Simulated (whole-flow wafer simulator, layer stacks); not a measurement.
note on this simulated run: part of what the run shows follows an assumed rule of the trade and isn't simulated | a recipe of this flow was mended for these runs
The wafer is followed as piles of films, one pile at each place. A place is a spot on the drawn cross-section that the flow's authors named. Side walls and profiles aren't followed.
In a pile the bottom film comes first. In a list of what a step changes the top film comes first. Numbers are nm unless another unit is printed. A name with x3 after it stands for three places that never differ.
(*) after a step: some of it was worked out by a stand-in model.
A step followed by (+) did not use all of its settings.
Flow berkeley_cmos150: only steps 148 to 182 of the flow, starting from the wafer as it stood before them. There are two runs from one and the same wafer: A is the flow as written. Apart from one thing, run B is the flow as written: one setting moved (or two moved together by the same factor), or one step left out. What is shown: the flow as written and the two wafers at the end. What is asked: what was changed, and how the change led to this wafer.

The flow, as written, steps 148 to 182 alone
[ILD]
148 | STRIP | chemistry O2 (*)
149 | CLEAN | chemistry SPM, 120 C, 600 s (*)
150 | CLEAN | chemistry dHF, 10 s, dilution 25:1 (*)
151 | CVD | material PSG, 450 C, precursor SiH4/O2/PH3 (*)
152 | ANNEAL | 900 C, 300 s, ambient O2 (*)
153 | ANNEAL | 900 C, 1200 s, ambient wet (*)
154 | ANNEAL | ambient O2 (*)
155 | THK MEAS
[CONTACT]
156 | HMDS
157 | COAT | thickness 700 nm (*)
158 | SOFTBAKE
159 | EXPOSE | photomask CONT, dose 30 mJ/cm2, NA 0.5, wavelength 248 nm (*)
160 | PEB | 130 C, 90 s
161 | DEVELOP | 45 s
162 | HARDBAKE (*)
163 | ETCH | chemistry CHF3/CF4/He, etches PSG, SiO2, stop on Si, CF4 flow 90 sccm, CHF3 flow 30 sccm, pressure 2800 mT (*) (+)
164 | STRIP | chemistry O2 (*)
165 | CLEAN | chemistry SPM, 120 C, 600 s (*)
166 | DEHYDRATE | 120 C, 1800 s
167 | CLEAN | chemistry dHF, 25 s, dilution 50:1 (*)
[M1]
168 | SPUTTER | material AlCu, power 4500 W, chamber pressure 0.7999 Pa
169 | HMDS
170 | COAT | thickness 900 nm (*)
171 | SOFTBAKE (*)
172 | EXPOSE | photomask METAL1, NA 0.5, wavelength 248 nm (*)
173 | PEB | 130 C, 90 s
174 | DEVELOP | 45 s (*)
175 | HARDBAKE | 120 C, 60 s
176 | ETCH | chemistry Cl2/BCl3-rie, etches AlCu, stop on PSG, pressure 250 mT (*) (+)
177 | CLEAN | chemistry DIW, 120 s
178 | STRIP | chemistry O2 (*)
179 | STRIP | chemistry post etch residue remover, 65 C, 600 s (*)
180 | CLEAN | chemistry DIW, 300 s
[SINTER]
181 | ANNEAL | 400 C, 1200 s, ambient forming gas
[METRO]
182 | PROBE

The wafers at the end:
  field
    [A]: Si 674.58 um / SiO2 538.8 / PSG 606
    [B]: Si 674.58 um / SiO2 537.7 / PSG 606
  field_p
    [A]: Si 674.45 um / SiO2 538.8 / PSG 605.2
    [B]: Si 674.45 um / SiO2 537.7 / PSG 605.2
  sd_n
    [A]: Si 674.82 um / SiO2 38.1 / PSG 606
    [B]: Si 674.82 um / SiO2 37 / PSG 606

What caused this: step 150, CLEAN: 16 s was run, though the flow has 10 s.

How this came from the change, step by step:
  150 | CLEAN | chemistry dHF, 10 s, dilution 25:1 (*)
      sd_n, contact, m1: A -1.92 SiO2 | B -3.07 SiO2
      field, field_p: A -1.91 SiO2 | B -3.06 SiO2
      (as well as at 1 more place)
  163 | ETCH | chemistry CHF3/CF4/He, etches PSG, SiO2, stop on Si, CF4 flow 90 sccm, CHF3 flow 30 sccm, pressure 2800 mT (*) (+)
      contact: A -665 PSG (all of it), -38.1 SiO2 (all of it), -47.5 Si | B -665 PSG (all of it), -37 SiO2 (all of it), -47.5 Si
